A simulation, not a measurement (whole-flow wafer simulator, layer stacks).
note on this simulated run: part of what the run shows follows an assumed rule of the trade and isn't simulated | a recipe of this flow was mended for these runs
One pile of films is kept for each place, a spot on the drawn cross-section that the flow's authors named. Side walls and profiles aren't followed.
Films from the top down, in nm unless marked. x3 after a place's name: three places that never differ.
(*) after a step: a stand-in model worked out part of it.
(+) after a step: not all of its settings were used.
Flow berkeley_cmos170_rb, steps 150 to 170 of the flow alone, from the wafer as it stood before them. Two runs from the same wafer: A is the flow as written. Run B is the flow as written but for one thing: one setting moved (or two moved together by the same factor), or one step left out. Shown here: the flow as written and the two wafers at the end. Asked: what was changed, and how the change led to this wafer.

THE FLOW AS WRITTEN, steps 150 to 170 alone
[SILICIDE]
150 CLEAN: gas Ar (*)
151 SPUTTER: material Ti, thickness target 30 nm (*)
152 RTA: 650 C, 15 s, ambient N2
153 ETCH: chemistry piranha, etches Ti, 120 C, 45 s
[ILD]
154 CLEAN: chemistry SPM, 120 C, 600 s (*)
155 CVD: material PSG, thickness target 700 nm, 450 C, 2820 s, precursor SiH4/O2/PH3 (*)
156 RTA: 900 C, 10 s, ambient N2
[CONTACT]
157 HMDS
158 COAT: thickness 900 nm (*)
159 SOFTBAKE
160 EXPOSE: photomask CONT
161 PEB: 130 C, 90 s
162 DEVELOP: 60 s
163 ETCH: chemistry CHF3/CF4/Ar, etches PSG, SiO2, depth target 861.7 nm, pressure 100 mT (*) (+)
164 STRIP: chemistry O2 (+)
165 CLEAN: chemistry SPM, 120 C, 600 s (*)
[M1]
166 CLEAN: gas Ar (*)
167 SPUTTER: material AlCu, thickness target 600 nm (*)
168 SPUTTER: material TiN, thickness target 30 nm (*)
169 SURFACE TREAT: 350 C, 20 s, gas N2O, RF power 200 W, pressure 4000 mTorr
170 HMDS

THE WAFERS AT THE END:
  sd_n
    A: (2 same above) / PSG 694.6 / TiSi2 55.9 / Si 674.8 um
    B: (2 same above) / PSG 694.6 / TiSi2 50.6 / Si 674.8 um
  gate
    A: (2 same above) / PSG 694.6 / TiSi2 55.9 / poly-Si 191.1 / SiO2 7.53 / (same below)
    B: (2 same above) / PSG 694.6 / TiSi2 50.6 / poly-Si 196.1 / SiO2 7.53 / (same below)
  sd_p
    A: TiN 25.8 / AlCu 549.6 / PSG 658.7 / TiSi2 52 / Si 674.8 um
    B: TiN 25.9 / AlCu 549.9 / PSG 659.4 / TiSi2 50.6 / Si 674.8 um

The cause: step 152, RTA: 6 s was run, where the flow has 15 s.

How the change led to this, step by step:
  152 RTA: 650 C, 15 s, ambient N2
      sd_n, contact, m1: A Ti -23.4, TiSi first +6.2 (new film), TiSi2 C49 +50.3 (new film), Si -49 | B Ti -21.2, TiSi first +22.1 (new film), TiSi2 C49 +21.1 (new film), Si -33.5
      gate, gate_p: A Ti -23.4, TiSi first +6.2 (new film), TiSi2 C49 +50.3 (new film), poly-Si -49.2 | B Ti -21.2, TiSi first +22.1 (new film), TiSi2 C49 +21.1 (new film), poly-Si -33.6
      (and at 1 more place)
  153 ETCH: chemistry piranha, etches Ti, 120 C, 45 s
      sd_n, gate, gate_p, contact, m1: A Ti -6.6 (all of it), TiSi first -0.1 | B Ti -8.81 (all of it), TiSi first -0.1
      sd_p: A Ti -6.14 (all of it), TiSi first -0.1 | B Ti -6.72 (all of it), TiSi first -0.1
  156 RTA: 900 C, 10 s, ambient N2
      sd_n, contact, m1: A under 1 film: TiSi2 +55.9 (new film), TiSi first -6.09 (all of it), TiSi2 C49 -50.3 (all of it), Si -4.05 | B under 1 film: TiSi2 +50.6 (new film), TiSi first -22 (all of it), TiSi2 C49 -21.1 (all of it), Si -14.6
      gate, gate_p: A under 1 film: TiSi2 +55.9 (new film), TiSi first -6.09 (all of it), TiSi2 C49 -50.3 (all of it), poly-Si -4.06 | B under 1 film: TiSi2 +50.6 (new film), TiSi first -22 (all of it), TiSi2 C49 -21.1 (all of it), poly-Si -14.6
      (and at 1 more place)
